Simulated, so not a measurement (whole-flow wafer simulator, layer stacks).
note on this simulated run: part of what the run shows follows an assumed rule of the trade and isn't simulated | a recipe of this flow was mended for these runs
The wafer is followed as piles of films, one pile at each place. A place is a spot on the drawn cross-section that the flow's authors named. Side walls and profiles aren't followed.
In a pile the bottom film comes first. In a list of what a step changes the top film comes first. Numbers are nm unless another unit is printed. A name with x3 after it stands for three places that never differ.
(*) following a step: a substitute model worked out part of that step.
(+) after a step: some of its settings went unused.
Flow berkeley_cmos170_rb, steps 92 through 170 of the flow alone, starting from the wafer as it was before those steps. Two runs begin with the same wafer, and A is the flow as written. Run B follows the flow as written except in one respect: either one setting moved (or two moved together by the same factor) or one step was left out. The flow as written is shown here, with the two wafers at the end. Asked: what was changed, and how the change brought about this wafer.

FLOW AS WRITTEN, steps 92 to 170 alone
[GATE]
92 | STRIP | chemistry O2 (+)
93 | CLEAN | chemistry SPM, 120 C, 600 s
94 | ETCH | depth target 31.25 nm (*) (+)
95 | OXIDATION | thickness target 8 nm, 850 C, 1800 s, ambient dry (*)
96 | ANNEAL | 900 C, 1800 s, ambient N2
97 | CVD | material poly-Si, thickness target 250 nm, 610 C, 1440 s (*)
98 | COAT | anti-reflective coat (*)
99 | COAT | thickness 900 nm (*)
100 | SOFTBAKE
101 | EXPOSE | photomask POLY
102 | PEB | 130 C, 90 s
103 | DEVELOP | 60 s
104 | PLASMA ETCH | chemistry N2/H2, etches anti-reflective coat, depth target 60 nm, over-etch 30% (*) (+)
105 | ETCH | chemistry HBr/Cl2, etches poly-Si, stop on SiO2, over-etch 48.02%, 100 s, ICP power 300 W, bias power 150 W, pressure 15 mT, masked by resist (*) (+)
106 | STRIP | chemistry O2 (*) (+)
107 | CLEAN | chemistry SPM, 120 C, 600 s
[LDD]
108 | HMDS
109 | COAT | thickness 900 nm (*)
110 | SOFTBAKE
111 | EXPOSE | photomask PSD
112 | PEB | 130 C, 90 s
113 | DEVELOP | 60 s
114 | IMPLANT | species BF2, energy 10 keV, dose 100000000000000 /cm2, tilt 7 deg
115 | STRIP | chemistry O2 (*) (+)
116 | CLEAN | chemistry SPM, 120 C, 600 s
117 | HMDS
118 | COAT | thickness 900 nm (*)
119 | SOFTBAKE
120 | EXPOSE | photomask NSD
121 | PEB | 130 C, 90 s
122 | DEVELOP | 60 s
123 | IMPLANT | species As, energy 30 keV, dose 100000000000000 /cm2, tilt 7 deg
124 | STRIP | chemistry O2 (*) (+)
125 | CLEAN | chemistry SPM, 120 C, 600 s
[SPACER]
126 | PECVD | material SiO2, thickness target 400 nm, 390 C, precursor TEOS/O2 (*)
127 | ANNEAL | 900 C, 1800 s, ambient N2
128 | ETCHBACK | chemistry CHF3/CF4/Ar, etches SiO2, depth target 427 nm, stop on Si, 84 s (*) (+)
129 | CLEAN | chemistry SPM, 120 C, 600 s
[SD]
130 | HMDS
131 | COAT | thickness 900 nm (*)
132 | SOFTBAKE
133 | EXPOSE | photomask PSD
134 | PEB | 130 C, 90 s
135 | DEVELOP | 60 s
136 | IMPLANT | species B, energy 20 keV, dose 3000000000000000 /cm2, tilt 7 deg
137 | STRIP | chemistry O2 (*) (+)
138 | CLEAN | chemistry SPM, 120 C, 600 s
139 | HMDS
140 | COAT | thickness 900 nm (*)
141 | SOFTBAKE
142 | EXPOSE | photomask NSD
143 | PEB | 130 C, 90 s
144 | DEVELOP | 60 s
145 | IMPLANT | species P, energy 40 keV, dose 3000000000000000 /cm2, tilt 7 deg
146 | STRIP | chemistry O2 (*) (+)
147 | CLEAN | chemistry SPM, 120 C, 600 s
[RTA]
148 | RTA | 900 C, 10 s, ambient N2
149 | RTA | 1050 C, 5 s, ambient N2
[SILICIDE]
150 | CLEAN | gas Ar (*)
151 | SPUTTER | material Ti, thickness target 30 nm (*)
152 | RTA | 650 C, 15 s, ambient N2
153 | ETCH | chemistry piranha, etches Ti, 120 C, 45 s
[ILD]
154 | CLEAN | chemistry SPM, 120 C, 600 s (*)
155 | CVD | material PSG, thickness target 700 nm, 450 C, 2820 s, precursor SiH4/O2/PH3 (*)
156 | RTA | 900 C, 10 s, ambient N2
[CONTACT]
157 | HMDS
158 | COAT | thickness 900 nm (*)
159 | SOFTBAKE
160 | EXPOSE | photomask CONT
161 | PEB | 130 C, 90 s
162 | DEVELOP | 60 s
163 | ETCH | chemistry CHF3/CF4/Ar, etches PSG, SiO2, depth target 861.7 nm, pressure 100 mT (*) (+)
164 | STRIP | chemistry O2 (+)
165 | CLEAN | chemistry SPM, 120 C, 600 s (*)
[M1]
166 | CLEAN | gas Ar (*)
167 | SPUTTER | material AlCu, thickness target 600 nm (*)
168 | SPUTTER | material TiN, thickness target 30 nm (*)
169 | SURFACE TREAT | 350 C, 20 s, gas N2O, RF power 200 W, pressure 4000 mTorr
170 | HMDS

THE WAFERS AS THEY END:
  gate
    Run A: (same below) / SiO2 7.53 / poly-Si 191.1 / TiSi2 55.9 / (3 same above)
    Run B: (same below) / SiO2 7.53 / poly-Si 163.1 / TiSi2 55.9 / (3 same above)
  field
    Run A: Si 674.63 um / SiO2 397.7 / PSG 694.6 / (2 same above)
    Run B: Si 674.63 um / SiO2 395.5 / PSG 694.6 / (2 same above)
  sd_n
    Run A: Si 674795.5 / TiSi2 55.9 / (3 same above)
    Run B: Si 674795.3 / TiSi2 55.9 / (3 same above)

What caused this: step 97, CVD: thickness target 222 nm was run, though the flow has thickness target 250 nm; step 97, CVD: 1278 s was run, where the flow has 1440 s.

How this came from the change, step by step:
  97 | CVD | material poly-Si, thickness target 250 nm, 610 C, 1440 s (*)
      field, sd_n, spacer_n and 6 more: A +250 poly-Si (new film) | B +222 poly-Si (new film)
  105 | ETCH | chemistry HBr/Cl2, etches poly-Si, stop on SiO2, over-etch 48.02%, 100 s, ICP power 300 W, bias power 150 W, pressure 15 mT, masked by resist (*) (+)
      spacer_n, spacer_p: A -248.5 poly-Si (all of it), -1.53 SiO2 | B -220.6 poly-Si (all of it), -3.68 SiO2
      field: A -245 poly-Si (all of it), -1.8 SiO2 | B -217.1 poly-Si (all of it), -3.95 SiO2
      (also at 4 further places)
  109 | COAT | thickness 900 nm (*)
      gate: A +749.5 KrF-resist (new film) | B +771.8 KrF-resist (new film)
      gate_p: A +745.7 KrF-resist (new film) | B +768 KrF-resist (new film)
  113 | DEVELOP | 60 s
      gate_p: A -744.1 KrF-resist (all of it) | B -766.3 KrF-resist (all of it)
  115 | STRIP | chemistry O2 (*) (+)
      gate: A -733 KrF-resist (all of it), +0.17 chemical SiO2 | B -755.2 KrF-resist (all of it), +0.17 chemical SiO2
  118 | COAT | thickness 900 nm (*)
      gate: A +748.7 KrF-resist (new film) | B +771.7 KrF-resist (new film)
      gate_p: A +744.7 KrF-resist (new film) | B +767.8 KrF-resist (new film)
  122 | DEVELOP | 60 s
      gate: A -747.1 KrF-resist (all of it) | B -770 KrF-resist (all of it)
  124 | STRIP | chemistry O2 (*) (+)
      gate_p: A -728.2 KrF-resist (all of it), +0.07 chemical SiO2 | B -751.2 KrF-resist (all of it), +0.07 chemical SiO2
  128 | ETCHBACK | chemistry CHF3/CF4/Ar, etches SiO2, depth target 427 nm, stop on Si, 84 s (*) (+)
      spacer_n: A -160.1 SiO2 | B -186 SiO2
      spacer_p: A -160.1 SiO2 | B -185.9 SiO2
  131 | COAT | thickness 900 nm (*)
      spacer_n: A +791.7 KrF-resist (new film) | B +811.9 KrF-resist (new film)
      gate: A +770.7 KrF-resist (new film) | B +790.5 KrF-resist (new film)
      (also at 2 further places)
  135 | DEVELOP | 60 s
      spacer_p: A -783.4 KrF-resist (all of it) | B -803.6 KrF-resist (all of it)
      gate_p: A -762.3 KrF-resist (all of it) | B -782.1 KrF-resist (all of it)
  137 | STRIP | chemistry O2 (*) (+)
      spacer_n: A -775.1 KrF-resist (all of it) | B -795.2 KrF-resist (all of it)
      gate: A -754.1 KrF-resist (all of it), +0.17 chemical SiO2, -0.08 poly-Si | B -773.9 KrF-resist (all of it), +0.17 chemical SiO2, -0.07 poly-Si
  140 | COAT | thickness 900 nm (*)
      spacer_n: A +791.4 KrF-resist (new film) | B +812 KrF-resist (new film)
      gate: A +770.4 KrF-resist (new film) | B +790.6 KrF-resist (new film)
      (also at 2 further places)
  144 | DEVELOP | 60 s
      spacer_n: A -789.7 KrF-resist (all of it) | B -810.2 KrF-resist (all of it)
      gate: A -768.7 KrF-resist (all of it) | B -788.9 KrF-resist (all of it)
  146 | STRIP | chemistry O2 (*) (+)
      spacer_p: A -768.5 KrF-resist (all of it) | B -789.2 KrF-resist (all of it)
      gate_p: A -747.2 KrF-resist (all of it), +0.07 chemical SiO2 | B -767.5 KrF-resist (all of it), +0.07 chemical SiO2
  164 | STRIP | chemistry O2 (+)
      spacer_n: A -598.3 KrF-resist (all of it) | B -613 KrF-resist (all of it)
      gate: A -577.9 KrF-resist (all of it) | B -590.9 KrF-resist (all of it)
      (also at 2 further places)
